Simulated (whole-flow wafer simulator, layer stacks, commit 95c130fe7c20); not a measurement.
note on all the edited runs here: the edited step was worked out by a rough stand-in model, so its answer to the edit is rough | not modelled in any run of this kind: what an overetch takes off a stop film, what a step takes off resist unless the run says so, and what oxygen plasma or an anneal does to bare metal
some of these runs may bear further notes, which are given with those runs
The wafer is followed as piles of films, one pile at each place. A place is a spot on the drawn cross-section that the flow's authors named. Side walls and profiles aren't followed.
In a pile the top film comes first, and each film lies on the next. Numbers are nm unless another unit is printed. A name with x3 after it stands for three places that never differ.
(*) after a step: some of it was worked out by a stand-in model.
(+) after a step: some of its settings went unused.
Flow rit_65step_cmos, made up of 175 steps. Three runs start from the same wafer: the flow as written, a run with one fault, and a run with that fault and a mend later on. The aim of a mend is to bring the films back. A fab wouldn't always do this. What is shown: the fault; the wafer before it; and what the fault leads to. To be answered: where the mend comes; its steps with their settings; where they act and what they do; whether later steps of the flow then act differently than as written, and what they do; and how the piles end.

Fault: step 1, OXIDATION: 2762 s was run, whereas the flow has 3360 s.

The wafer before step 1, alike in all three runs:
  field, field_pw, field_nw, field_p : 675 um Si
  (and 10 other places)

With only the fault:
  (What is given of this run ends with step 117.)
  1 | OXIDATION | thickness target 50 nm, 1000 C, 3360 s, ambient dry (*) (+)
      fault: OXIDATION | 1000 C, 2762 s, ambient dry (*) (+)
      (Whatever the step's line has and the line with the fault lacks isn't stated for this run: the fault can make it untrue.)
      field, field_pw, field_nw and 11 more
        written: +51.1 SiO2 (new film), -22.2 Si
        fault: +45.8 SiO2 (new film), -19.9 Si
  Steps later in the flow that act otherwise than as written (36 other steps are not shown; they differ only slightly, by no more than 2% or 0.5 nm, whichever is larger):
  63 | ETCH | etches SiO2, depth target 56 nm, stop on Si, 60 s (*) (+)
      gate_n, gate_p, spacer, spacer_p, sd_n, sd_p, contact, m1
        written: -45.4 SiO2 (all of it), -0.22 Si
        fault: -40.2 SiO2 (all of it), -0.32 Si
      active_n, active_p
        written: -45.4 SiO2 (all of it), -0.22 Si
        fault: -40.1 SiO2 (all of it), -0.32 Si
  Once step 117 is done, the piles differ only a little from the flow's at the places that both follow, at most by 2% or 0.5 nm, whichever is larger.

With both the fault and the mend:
  After step 2 comes the mend.
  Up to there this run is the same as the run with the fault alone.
  2a | ETCH | depth target 52 nm, 21.5 C, 58 s
      field, field_pw, field_nw and 11 more
        -45.8 SiO2 (all of it)
  2b | CLEAN | chemistry SC2, 75 C, 600 s
      field, field_pw, field_nw and 11 more
        +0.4 chemical SiO2 (new film), -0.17 Si
  2c | OXIDATION | 1000 C, 3360 s, ambient dry (*) (a further turn of the flow's step 1, with different settings)
      field, field_pw, field_nw and 11 more
        +51 SiO2 (new film), -0.4 chemical SiO2 (all of it), -22.3 Si
  Steps later in the flow that act otherwise than as written (18 other steps are not shown; they differ only slightly, by no more than 2% or 0.5 nm, whichever is larger):
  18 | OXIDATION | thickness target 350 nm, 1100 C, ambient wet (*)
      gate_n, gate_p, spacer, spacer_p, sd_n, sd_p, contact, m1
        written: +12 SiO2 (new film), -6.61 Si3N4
        mend: +12 SiO2 (new film), -6.61 Si3N4, +0.03 SiO2
  When the end is reached, the piles differ only a little from the flow's at the places that both follow, at most by 2% or 0.5 nm, whichever is larger.
